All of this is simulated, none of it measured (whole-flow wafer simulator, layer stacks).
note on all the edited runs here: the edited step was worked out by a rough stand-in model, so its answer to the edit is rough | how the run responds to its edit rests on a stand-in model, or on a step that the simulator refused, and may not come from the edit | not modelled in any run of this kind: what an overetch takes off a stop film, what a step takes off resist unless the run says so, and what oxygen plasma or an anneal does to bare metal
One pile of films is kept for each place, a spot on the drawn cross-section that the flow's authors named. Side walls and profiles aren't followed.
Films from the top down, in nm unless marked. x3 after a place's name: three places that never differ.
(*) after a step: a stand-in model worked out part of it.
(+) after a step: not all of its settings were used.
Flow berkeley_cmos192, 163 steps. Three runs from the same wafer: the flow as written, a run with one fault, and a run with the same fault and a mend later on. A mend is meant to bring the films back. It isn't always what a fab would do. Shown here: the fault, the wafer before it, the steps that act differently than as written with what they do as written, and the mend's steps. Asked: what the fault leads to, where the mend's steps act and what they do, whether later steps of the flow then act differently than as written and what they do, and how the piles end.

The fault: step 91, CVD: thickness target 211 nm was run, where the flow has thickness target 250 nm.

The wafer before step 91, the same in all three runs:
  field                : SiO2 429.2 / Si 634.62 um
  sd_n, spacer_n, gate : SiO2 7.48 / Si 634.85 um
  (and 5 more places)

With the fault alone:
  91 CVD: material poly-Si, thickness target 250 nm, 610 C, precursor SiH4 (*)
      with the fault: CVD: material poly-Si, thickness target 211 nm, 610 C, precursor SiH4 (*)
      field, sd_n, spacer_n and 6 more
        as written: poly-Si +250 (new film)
        with the fault: poly-Si +211 (new film)
  Later steps of the flow that act differently than as written (18 more steps differ only slightly, by at most 2% or 0.5 nm, whichever is larger, and aren't shown):
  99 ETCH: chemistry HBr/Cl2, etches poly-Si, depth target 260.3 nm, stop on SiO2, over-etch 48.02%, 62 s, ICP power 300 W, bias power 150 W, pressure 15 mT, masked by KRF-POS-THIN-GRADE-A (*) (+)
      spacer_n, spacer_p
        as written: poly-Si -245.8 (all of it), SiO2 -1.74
        with the fault: poly-Si -206.8 (all of it), SiO2 -4.74
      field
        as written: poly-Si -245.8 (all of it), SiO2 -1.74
        with the fault: poly-Si -206.9 (all of it), SiO2 -4.74
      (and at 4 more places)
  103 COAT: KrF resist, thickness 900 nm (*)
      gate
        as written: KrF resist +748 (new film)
        with the fault: KrF resist +779.9 (new film)
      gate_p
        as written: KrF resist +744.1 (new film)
        with the fault: KrF resist +775.9 (new film)
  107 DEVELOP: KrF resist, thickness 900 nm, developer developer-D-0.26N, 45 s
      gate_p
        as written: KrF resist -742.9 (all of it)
        with the fault: KrF resist -774.7 (all of it)
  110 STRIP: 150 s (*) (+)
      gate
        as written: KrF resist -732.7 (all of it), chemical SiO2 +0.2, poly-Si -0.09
        with the fault: KrF resist -764.4 (all of it), chemical SiO2 +0.2, poly-Si -0.09
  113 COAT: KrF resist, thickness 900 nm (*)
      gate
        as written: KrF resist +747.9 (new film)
        with the fault: KrF resist +779.1 (new film)
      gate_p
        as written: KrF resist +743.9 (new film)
        with the fault: KrF resist +775.1 (new film)
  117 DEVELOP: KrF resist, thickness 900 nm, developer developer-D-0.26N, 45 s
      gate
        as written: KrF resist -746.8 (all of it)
        with the fault: KrF resist -777.9 (all of it)
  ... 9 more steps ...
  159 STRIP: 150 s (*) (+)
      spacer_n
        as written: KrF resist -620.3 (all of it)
        with the fault: KrF resist -640.4 (all of it)
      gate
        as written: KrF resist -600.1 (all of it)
        with the fault: KrF resist -617.9 (all of it)
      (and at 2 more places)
  At the end the piles differ from the flow's by more than 2% or 0.5 nm, whichever is larger, at spacer_n, gate, spacer_p, gate_p.
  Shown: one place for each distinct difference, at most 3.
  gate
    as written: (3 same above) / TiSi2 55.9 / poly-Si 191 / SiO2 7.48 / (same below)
    with the fault: (3 same above) / TiSi2 55.9 / poly-Si 152 / SiO2 7.48 / (same below)
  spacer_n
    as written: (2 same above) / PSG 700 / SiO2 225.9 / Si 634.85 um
    with the fault: (2 same above) / PSG 700 / SiO2 186.9 / Si 634.85 um
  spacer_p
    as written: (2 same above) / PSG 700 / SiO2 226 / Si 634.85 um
    with the fault: (2 same above) / PSG 700 / SiO2 187 / Si 634.85 um

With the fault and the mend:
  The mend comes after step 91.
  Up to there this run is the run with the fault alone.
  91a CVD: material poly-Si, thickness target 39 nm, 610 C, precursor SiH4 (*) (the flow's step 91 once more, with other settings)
      field, sd_n, spacer_n and 6 more
        poly-Si +39
  No later step of the flow acts differently than as written at any place that is followed.
  At the end the piles are the same as the flow's at every place that both follow.
